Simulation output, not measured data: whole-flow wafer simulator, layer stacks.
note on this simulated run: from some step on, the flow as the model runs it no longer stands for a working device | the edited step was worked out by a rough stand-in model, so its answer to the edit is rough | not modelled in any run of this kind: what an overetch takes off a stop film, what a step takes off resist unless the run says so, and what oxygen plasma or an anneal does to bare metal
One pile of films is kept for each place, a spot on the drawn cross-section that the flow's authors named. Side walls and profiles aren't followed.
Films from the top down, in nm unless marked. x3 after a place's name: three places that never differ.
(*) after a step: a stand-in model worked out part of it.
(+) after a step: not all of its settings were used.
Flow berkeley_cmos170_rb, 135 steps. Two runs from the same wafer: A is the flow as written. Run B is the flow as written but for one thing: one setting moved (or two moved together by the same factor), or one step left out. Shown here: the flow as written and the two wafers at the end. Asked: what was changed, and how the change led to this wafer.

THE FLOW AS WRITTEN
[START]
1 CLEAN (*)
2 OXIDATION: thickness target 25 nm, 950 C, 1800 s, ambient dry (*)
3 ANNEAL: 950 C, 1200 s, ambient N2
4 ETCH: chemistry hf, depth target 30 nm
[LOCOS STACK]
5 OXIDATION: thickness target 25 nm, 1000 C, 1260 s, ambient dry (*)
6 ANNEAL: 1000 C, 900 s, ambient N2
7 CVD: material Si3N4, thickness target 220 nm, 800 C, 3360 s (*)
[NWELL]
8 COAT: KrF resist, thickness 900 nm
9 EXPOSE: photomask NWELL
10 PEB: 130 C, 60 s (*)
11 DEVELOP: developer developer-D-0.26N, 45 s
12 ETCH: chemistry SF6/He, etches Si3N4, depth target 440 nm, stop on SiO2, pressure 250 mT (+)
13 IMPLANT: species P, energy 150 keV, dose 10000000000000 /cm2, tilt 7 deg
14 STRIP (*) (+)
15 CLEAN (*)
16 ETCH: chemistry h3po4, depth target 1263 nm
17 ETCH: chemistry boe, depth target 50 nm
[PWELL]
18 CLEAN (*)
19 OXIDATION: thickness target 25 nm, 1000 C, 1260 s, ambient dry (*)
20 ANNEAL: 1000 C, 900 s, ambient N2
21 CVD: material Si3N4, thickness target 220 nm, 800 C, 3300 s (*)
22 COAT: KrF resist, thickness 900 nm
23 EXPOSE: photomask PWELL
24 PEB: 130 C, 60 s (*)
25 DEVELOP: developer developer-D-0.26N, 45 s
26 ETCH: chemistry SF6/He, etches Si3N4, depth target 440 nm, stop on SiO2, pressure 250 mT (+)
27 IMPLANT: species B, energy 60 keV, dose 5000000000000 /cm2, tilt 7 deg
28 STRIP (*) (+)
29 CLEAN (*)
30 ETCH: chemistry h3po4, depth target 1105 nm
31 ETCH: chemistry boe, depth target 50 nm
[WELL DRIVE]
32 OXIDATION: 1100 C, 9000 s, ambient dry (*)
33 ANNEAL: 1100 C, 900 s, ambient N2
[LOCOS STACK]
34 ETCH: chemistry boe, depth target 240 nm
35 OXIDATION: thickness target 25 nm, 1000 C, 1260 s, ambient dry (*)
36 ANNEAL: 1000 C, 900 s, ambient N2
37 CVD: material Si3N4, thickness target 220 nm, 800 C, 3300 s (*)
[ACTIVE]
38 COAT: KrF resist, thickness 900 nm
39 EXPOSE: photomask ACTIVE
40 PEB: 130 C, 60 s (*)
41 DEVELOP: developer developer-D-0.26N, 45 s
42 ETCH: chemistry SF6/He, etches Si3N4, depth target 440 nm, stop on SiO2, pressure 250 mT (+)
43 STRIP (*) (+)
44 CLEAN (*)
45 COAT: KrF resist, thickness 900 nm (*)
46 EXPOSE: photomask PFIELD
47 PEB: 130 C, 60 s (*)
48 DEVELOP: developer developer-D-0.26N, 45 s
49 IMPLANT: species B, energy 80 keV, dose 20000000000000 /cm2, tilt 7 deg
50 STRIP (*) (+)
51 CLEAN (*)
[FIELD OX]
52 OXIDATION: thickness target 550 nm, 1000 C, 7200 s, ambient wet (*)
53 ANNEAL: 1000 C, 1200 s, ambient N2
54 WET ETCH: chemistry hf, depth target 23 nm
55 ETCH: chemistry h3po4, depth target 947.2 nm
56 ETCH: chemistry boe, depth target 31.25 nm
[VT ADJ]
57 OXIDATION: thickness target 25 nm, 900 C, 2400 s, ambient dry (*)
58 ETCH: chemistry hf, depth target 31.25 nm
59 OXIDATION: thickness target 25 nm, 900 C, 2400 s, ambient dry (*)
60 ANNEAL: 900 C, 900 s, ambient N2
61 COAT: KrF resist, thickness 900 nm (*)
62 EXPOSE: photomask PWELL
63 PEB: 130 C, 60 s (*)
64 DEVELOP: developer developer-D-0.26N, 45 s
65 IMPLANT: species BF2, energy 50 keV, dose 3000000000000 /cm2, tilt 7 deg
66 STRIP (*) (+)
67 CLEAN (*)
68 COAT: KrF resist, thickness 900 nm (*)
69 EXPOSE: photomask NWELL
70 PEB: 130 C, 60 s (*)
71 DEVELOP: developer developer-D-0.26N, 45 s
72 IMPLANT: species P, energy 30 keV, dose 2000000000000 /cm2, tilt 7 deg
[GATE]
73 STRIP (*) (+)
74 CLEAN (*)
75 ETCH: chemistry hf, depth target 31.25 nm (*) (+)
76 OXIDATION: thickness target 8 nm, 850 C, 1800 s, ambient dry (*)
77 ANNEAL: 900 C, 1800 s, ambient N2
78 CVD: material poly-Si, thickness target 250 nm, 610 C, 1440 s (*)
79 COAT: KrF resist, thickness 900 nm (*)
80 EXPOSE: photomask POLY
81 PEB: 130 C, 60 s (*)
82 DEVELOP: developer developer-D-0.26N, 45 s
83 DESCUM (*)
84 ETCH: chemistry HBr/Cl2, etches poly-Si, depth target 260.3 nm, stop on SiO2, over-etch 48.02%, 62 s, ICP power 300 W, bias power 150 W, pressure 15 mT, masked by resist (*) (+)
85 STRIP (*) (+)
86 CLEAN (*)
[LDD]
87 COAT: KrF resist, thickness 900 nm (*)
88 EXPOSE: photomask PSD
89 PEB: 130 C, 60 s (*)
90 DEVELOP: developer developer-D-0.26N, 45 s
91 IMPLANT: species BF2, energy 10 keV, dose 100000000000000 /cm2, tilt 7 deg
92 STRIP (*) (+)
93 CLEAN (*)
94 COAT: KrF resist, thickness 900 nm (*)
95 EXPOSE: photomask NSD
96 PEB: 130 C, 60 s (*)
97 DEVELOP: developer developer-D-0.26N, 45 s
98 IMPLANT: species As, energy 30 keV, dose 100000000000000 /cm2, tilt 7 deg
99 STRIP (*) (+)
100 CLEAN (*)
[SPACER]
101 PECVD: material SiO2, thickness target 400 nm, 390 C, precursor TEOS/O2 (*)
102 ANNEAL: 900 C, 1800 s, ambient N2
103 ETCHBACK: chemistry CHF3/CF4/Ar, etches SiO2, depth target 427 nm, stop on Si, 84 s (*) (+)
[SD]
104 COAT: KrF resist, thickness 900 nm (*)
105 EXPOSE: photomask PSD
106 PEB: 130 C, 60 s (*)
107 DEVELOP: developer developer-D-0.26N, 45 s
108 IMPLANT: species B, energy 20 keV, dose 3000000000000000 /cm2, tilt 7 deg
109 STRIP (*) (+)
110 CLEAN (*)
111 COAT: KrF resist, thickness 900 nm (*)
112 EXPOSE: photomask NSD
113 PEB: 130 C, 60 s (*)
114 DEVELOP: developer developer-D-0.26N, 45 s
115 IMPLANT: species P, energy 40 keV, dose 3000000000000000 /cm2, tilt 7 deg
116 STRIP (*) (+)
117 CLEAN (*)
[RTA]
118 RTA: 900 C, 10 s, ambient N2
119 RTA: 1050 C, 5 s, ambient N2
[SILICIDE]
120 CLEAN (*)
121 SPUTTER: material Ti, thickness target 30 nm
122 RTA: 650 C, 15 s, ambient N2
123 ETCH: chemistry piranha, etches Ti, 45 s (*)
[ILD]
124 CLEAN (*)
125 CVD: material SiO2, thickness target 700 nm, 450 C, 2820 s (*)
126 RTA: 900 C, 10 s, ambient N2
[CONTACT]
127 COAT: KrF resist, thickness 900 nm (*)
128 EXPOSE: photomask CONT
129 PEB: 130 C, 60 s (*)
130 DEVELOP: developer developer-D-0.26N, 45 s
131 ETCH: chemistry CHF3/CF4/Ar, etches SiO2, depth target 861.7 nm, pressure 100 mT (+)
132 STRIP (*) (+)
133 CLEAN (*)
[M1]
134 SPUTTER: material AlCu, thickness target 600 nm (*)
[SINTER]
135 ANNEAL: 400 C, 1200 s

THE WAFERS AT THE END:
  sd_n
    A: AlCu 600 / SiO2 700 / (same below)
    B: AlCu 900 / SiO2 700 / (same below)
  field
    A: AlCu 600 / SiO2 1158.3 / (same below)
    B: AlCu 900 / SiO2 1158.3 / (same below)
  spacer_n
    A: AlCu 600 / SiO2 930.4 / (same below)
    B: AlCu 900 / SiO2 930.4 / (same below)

The cause: step 134, SPUTTER: thickness target 900 nm was run, where the flow has thickness target 600 nm.
It can be read off the wafer: sd_n has AlCu 900, and step 134 as written asks for 600 nm.

How the change led to this, step by step:
  134 SPUTTER: material AlCu, thickness target 600 nm (*)
      field, sd_n, spacer_n, gate, spacer_p, gate_p, m1: A AlCu +600 (new film) | B AlCu +900 (new film)
      sd_p: A AlCu +545.9 (new film) | B AlCu +835.2 (new film)
      (and at 1 more place)
